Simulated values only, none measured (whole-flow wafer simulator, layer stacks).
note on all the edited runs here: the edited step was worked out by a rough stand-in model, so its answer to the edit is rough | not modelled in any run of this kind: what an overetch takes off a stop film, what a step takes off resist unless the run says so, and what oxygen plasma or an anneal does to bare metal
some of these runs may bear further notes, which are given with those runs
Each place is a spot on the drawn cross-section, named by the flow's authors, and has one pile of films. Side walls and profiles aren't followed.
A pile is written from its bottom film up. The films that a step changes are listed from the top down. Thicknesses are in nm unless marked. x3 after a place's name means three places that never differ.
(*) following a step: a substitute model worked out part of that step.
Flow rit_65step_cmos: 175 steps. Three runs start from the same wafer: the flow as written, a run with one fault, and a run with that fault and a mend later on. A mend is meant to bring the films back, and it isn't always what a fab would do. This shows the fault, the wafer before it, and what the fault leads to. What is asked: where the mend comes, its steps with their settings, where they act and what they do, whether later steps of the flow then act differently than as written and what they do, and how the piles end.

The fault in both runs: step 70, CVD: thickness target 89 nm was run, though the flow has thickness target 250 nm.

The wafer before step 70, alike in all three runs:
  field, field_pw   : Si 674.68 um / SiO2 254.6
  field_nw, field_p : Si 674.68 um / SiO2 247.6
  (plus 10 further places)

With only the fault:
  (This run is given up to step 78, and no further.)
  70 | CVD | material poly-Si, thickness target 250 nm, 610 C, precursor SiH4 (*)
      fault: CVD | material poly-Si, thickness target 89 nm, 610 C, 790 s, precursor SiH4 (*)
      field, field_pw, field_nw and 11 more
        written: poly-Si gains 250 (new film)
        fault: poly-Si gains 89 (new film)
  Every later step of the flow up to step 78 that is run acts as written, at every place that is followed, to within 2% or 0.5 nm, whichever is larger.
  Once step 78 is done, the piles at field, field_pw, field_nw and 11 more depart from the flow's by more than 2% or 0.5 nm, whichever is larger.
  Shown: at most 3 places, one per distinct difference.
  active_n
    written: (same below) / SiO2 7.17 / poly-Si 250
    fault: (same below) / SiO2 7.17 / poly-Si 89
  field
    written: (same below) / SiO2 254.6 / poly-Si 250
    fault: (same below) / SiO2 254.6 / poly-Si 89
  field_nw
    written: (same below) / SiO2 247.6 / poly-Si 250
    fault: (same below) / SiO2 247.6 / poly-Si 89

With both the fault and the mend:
  The mend follows step 71.
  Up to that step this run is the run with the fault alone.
  71a | CVD | material poly-Si, thickness target 161 nm, 610 C, precursor SiH4 (*) (the flow's step 70, run once more with other settings)
      field, field_pw, field_nw and 11 more
        poly-Si gains 161
  Every later step of the flow that is run acts as written at every place that is followed.
  At every place that both follow, the piles at the end match the flow's.
